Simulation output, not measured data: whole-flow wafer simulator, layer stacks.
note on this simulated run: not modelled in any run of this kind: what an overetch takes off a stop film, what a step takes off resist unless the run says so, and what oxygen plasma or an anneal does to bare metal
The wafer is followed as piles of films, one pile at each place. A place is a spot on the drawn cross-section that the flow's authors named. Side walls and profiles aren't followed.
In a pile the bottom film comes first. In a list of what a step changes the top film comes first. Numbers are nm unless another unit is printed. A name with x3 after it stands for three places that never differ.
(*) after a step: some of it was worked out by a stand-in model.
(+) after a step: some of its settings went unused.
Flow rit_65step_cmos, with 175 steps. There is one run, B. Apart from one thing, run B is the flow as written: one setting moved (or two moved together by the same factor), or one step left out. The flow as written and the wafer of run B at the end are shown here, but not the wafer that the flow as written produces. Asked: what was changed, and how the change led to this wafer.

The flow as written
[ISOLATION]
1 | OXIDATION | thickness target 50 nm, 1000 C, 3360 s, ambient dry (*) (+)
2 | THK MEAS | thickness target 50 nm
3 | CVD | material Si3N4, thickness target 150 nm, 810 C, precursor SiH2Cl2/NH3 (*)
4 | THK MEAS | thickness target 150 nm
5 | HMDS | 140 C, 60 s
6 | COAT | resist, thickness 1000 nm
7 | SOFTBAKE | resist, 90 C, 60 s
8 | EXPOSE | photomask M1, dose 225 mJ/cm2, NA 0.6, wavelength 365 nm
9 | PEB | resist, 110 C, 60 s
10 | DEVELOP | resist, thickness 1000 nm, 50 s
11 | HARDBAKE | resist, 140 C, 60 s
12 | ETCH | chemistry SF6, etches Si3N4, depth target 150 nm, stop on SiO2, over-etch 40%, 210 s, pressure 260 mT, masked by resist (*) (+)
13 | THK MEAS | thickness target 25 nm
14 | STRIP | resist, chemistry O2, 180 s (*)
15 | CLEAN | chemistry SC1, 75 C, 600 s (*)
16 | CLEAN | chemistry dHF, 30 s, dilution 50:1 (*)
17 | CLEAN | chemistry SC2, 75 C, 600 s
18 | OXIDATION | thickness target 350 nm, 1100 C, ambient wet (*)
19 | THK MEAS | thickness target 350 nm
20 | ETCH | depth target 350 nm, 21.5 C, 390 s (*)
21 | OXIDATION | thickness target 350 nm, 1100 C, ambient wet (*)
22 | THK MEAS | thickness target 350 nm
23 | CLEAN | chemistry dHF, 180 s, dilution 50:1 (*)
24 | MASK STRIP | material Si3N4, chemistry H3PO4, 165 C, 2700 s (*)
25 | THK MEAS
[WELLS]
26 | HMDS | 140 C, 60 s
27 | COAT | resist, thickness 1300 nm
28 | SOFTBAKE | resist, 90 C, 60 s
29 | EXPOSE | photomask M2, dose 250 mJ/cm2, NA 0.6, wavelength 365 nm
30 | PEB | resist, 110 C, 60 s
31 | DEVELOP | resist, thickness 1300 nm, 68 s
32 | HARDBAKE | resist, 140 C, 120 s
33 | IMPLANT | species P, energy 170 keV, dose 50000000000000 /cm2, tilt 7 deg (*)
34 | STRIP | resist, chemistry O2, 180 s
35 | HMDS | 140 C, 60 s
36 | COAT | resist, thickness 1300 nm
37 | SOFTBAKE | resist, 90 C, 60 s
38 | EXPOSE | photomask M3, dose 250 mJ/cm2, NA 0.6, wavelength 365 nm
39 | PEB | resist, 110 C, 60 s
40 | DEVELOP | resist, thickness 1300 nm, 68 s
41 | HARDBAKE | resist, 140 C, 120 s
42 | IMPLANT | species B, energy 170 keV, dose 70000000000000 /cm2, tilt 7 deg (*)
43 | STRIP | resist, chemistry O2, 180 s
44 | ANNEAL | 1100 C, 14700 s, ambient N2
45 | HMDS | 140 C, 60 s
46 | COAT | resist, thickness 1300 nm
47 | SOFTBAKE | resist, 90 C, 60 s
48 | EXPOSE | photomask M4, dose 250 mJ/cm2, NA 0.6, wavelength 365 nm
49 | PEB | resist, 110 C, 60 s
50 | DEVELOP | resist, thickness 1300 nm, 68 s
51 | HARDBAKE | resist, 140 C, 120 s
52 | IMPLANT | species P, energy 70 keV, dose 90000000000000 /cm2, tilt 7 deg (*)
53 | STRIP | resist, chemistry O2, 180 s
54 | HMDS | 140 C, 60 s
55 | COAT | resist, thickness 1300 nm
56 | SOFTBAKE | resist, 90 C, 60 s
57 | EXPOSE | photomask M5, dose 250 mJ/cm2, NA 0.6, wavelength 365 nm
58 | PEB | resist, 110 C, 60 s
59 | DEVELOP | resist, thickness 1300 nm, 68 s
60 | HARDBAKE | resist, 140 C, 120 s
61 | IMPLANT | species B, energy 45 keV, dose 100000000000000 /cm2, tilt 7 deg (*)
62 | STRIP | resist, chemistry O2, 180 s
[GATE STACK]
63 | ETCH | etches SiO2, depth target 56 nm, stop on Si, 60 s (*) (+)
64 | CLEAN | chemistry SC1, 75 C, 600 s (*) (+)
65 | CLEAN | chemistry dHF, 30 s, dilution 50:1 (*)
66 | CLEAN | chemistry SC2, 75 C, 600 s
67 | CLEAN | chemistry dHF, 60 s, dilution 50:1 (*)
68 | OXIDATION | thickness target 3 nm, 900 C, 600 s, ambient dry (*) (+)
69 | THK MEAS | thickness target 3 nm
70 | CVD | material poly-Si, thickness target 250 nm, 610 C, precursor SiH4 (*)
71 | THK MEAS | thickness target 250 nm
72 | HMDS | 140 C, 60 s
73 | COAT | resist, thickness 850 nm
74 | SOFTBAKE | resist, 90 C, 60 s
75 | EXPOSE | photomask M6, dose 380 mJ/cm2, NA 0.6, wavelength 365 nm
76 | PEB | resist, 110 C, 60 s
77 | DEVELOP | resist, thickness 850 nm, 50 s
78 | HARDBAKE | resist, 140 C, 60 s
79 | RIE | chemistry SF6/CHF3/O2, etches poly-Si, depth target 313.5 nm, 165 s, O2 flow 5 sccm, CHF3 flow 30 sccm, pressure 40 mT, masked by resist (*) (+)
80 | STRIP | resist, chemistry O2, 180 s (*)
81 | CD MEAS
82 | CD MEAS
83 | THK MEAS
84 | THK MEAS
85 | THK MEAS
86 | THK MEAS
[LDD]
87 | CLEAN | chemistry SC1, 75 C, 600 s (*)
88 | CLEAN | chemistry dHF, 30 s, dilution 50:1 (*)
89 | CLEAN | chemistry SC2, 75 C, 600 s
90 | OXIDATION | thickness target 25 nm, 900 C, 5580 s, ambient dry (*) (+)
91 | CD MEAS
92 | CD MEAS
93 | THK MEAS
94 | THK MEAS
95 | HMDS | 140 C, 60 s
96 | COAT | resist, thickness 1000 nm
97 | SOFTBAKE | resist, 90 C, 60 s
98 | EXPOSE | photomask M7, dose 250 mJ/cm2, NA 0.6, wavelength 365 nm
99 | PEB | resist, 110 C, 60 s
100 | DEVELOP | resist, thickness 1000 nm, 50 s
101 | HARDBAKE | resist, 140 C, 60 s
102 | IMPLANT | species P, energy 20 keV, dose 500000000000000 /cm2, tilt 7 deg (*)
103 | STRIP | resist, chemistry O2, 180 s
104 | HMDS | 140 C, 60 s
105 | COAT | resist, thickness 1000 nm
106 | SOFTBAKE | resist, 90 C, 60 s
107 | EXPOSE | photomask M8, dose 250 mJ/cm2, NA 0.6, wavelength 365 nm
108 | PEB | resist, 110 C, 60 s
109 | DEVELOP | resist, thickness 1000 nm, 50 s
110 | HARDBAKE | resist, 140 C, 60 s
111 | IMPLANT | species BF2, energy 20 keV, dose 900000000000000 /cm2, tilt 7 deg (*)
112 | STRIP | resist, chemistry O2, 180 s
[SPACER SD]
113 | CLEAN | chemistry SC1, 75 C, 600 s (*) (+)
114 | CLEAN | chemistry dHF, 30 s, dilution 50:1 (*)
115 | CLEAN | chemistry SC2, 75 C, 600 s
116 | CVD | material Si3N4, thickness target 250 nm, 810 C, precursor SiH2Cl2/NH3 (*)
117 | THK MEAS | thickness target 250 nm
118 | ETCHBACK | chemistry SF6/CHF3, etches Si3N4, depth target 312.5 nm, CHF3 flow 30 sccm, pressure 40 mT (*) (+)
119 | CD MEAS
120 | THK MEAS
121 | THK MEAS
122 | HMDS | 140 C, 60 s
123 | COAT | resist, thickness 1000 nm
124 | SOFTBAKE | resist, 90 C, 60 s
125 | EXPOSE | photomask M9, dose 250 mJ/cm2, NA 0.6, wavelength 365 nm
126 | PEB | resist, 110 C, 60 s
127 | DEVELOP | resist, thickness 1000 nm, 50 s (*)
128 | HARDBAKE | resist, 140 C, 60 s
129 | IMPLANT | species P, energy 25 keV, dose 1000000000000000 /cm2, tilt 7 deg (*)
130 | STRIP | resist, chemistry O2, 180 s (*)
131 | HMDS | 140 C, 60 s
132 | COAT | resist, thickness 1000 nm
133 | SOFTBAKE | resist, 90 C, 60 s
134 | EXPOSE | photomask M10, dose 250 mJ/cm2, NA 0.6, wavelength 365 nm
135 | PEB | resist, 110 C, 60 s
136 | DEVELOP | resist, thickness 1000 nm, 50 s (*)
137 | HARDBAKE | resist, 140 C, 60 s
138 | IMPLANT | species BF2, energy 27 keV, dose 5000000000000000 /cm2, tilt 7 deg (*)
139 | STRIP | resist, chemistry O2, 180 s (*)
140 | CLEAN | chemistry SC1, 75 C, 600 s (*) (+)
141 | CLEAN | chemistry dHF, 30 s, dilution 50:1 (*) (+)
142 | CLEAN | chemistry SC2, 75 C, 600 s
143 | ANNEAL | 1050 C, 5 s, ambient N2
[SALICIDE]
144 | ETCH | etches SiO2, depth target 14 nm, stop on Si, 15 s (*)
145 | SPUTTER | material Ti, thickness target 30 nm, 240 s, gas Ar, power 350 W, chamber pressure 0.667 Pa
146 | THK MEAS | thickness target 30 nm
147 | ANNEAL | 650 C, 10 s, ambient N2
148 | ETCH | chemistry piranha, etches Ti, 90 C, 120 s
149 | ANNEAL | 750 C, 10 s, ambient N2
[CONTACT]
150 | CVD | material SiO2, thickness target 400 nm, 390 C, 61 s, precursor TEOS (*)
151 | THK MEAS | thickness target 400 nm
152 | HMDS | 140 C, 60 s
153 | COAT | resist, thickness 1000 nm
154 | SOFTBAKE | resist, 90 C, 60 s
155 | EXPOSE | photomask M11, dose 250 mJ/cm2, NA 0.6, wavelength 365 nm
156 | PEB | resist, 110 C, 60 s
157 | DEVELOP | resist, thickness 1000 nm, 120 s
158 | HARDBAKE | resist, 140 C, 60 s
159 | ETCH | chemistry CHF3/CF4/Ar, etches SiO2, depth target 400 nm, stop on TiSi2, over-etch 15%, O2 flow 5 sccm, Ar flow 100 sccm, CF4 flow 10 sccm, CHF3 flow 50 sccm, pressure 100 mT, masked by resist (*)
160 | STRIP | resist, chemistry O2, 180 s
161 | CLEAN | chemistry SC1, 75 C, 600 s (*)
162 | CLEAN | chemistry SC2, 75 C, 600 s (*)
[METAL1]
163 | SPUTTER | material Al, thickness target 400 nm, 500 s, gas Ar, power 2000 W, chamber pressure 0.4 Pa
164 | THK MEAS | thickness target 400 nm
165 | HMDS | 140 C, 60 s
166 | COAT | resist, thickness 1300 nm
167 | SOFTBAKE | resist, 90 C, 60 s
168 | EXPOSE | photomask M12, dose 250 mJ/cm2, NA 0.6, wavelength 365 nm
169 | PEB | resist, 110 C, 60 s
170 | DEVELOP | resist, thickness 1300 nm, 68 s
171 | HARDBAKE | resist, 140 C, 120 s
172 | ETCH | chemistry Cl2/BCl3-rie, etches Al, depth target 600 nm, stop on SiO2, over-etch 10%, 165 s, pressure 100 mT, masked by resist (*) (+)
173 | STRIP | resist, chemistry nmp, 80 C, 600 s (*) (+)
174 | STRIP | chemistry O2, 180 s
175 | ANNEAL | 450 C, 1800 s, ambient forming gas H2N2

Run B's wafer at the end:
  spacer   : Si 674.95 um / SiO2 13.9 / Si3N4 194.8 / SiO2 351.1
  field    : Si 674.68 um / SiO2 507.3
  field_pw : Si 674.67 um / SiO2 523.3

The reason: step 163, SPUTTER: power 1508 W was run, though the flow has power 2000 W.

Step by step, how the change led to this:
  163 | SPUTTER | material Al, thickness target 400 nm, 500 s, gas Ar, power 2000 W, chamber pressure 0.4 Pa
      field, field_p, spacer, spacer_p: +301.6 Al (new film) (it would be, as written: +400 Al (new film))
      gate_n, gate_p: +301.6 Al (new film) (it would be, as written: +396 Al (new film))
      (and at 2 other places as well)
  172 | ETCH | chemistry Cl2/BCl3-rie, etches Al, depth target 600 nm, stop on SiO2, over-etch 10%, 165 s, pressure 100 mT, masked by resist (*) (+)
      field, field_p, spacer, spacer_p: -301.6 Al (all of it), -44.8 SiO2 (it would be, as written: -400 Al (all of it), -32.5 SiO2)
      gate_n, gate_p: -301.6 Al (all of it), -44.8 SiO2 (it would be, as written: -396 Al (all of it), -33 SiO2)
      (and at 2 other places as well)
